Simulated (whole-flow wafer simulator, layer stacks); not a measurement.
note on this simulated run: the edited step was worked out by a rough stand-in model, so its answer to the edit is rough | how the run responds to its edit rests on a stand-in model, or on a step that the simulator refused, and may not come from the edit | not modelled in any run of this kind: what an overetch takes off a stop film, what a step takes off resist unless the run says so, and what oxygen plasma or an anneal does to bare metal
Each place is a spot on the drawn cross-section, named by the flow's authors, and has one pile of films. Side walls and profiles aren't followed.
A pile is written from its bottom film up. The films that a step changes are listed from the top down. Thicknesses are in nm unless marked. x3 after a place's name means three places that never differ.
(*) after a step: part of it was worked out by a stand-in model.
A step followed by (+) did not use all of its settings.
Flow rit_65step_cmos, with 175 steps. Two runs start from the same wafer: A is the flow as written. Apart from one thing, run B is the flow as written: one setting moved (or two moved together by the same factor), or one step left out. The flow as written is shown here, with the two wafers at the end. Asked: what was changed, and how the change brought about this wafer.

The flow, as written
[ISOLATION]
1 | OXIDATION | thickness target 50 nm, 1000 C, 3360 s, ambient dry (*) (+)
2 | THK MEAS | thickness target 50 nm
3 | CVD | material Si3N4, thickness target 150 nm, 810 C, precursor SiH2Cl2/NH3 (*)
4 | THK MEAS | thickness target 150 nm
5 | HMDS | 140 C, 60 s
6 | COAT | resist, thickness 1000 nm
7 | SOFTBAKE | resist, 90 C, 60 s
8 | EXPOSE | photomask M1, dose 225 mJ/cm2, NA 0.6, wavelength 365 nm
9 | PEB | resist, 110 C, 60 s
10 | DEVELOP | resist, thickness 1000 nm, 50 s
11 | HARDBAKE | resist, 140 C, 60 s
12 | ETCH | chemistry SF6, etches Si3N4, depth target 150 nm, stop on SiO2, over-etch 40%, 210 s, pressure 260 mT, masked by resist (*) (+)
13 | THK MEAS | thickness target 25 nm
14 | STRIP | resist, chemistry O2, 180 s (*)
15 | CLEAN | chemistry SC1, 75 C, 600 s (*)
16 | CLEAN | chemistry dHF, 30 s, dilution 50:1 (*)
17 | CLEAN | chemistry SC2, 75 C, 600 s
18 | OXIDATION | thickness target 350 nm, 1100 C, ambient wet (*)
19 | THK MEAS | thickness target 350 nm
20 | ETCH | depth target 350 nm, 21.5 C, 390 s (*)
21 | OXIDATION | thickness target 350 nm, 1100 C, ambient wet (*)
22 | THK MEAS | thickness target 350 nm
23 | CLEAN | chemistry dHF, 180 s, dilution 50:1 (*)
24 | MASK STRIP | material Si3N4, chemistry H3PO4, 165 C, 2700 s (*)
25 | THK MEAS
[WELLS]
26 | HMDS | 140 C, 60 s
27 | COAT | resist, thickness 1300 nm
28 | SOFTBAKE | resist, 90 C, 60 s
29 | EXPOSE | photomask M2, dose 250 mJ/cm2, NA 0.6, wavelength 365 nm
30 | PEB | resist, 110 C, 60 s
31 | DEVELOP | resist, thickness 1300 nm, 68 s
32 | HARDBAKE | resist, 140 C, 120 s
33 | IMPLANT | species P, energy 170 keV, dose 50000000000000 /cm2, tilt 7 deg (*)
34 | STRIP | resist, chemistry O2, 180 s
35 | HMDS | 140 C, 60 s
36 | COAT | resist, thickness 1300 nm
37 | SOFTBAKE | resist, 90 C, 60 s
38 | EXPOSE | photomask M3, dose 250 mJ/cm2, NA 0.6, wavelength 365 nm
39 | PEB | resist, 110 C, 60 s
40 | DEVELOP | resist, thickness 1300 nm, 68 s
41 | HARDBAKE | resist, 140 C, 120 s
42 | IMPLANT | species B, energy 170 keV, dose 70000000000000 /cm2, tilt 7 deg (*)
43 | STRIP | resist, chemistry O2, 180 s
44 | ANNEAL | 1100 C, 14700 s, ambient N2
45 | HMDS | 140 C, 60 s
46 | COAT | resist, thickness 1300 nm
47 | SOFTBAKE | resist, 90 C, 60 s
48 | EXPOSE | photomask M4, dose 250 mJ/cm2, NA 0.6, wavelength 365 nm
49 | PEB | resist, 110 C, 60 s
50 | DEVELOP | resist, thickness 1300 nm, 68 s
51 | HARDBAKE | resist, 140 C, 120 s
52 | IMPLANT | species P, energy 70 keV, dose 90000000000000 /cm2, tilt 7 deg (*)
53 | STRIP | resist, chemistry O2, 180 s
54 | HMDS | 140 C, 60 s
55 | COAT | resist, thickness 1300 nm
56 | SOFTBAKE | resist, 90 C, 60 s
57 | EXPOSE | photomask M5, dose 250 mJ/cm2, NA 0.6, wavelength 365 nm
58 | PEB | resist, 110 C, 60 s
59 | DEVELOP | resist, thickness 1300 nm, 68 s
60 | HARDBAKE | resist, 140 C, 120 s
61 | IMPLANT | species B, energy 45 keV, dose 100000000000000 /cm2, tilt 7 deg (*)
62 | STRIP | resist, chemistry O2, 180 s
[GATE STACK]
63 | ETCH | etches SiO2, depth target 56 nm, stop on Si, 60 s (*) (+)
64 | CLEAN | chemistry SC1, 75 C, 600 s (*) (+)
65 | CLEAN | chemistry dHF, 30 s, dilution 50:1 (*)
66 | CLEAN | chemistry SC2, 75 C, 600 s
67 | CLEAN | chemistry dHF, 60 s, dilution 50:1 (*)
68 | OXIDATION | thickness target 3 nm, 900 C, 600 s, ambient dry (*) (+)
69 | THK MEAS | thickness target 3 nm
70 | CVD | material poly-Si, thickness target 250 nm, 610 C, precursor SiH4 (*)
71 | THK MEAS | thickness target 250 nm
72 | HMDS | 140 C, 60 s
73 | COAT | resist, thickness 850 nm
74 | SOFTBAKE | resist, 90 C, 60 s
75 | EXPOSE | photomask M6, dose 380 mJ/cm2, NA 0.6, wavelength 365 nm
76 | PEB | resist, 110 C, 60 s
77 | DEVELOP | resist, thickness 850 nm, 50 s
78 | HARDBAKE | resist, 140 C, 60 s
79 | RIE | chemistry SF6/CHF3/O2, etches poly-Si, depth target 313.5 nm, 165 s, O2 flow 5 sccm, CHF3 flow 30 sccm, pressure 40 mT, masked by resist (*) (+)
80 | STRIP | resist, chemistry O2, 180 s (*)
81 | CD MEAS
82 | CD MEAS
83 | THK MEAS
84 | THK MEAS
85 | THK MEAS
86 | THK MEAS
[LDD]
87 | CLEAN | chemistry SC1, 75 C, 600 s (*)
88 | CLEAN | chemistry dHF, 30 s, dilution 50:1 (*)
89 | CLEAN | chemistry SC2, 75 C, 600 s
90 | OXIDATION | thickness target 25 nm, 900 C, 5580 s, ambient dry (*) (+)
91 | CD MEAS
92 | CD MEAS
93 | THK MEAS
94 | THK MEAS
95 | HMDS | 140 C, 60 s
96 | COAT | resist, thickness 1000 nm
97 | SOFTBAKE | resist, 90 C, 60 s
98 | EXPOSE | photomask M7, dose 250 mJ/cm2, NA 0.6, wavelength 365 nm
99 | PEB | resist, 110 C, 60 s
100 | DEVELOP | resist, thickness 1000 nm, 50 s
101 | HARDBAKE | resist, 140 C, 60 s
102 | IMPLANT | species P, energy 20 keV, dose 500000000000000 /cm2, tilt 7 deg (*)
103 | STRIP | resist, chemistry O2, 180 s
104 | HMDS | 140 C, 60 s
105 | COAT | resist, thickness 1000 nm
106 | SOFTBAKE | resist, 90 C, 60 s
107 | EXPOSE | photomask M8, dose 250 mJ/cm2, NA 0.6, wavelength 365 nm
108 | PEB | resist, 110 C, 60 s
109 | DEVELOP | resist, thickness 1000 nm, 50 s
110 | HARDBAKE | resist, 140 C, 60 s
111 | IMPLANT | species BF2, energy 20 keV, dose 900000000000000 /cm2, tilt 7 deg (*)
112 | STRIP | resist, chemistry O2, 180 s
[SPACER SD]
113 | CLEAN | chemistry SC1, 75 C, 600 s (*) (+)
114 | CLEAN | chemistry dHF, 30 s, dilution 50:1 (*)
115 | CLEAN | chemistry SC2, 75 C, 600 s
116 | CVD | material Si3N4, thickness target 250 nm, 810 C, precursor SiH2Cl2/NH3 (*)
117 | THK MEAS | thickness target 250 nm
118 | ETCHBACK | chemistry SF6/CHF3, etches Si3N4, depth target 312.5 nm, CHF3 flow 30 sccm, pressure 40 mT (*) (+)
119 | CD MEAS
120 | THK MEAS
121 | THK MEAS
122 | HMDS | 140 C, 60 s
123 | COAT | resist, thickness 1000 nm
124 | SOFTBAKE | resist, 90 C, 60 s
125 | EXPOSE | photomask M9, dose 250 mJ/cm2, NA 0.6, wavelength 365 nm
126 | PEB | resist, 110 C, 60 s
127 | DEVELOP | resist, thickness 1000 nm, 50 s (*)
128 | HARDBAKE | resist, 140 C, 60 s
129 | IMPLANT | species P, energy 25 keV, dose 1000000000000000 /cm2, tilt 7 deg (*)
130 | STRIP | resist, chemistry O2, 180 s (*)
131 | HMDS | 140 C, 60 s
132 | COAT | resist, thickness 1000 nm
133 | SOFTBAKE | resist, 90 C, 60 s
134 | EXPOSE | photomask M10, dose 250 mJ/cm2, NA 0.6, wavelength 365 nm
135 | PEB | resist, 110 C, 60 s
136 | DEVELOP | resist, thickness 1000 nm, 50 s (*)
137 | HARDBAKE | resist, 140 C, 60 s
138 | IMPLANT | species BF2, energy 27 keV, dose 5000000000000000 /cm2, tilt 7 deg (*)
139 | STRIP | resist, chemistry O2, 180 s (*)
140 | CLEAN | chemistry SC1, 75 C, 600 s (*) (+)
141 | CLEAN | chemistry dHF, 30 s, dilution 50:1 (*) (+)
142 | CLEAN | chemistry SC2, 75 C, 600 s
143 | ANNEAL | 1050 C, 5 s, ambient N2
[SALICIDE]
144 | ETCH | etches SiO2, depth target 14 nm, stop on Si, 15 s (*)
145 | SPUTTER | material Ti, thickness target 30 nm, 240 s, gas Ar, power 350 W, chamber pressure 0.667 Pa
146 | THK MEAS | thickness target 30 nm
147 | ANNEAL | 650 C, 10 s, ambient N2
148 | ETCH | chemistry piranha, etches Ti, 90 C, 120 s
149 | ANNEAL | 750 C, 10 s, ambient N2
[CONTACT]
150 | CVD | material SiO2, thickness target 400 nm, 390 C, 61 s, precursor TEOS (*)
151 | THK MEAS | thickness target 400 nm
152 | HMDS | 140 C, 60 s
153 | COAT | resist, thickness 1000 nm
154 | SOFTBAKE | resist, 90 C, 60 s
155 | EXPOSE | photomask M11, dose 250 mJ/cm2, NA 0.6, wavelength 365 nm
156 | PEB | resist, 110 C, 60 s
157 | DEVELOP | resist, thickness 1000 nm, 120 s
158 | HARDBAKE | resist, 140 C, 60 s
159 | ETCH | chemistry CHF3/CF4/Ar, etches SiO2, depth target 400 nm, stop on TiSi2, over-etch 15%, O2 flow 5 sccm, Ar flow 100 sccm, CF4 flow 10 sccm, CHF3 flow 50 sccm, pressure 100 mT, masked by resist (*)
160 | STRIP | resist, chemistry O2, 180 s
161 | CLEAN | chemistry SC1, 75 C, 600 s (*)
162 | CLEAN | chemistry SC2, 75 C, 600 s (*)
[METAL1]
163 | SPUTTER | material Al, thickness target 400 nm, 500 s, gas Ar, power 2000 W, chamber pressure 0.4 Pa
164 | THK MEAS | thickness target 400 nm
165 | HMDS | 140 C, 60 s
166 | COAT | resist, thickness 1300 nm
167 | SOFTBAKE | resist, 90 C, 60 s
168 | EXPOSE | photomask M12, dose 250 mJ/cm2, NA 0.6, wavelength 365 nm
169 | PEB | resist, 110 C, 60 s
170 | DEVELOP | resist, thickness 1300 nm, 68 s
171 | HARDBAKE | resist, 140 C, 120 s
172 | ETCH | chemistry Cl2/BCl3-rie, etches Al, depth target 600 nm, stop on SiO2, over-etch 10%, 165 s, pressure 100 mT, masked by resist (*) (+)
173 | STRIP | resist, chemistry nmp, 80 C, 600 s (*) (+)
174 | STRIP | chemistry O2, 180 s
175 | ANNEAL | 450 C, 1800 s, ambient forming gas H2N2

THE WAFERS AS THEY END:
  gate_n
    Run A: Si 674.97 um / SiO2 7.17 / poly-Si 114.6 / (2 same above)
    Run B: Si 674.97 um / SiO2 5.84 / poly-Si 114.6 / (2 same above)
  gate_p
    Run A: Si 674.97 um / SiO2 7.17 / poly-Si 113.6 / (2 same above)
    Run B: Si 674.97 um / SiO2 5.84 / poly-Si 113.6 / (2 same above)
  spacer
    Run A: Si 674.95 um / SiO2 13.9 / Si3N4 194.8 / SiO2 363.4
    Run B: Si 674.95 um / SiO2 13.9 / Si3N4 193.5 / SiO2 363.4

The reason: step 68, OXIDATION: 420 s was run, while the flow as written has 600 s.

How this came from the change, step by step:
  68 | OXIDATION | thickness target 3 nm, 900 C, 600 s, ambient dry (*) (+)
      active_n, active_p, gate_n and 7 more: A +7.17 SiO2 (new film), -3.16 Si | B +5.84 SiO2 (new film), -2.57 Si
  79 | RIE | chemistry SF6/CHF3/O2, etches poly-Si, depth target 313.5 nm, 165 s, O2 flow 5 sccm, CHF3 flow 30 sccm, pressure 40 mT, masked by resist (*) (+)
      active_n, active_p, spacer, spacer_p, sd_n, sd_p, contact, m1: A -250 poly-Si (all of it), -7.17 SiO2 (all of it) | B -250 poly-Si (all of it), -5.84 SiO2 (all of it)
  118 | ETCHBACK | chemistry SF6/CHF3, etches Si3N4, depth target 312.5 nm, CHF3 flow 30 sccm, pressure 40 mT (*) (+)
      spacer, spacer_p: A -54 Si3N4 | B -55.4 Si3N4
